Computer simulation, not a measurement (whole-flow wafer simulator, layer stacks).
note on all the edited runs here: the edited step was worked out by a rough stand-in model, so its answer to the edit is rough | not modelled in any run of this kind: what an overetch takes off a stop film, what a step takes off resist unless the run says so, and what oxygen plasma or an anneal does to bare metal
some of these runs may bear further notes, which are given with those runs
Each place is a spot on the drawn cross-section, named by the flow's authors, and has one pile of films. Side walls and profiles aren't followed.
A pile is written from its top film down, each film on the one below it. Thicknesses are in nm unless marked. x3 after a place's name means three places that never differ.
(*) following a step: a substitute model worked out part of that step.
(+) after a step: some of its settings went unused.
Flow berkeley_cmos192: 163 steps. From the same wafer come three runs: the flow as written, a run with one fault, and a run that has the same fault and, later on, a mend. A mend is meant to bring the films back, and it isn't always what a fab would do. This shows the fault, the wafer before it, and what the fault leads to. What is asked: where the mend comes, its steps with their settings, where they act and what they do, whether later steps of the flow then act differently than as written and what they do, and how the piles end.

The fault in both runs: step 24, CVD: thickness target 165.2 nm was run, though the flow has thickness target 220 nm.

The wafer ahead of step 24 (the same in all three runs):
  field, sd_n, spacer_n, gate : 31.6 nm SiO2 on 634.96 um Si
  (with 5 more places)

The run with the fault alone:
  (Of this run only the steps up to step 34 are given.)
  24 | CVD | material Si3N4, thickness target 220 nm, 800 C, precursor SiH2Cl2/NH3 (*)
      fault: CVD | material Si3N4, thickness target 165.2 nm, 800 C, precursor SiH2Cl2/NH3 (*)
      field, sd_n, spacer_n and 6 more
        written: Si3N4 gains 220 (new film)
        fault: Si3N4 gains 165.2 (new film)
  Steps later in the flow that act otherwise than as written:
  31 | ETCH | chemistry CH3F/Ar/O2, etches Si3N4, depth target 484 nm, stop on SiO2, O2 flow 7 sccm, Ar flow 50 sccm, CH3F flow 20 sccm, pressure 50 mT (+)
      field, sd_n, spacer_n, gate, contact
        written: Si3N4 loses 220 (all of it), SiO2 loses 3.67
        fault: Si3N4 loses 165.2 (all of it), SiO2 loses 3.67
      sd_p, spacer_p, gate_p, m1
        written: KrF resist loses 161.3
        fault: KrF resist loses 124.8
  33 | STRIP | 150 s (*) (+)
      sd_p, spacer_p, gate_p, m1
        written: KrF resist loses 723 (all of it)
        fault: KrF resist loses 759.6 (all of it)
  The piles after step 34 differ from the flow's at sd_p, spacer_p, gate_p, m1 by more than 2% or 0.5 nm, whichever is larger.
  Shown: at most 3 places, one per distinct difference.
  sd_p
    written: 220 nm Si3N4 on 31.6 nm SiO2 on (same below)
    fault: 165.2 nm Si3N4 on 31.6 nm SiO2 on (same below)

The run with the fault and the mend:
  The mend follows step 24.
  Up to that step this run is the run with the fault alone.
  24a | CVD | material Si3N4, thickness target 54.78 nm, 800 C, precursor SiH2Cl2/NH3 (*) (the flow's step 24, run once more with other settings)
      field, sd_n, spacer_n and 6 more
        Si3N4 gains 54.8
  Later steps of the flow that are run all act as written at every place that is followed.
  The piles end the same as the flow's at every place that both follow.
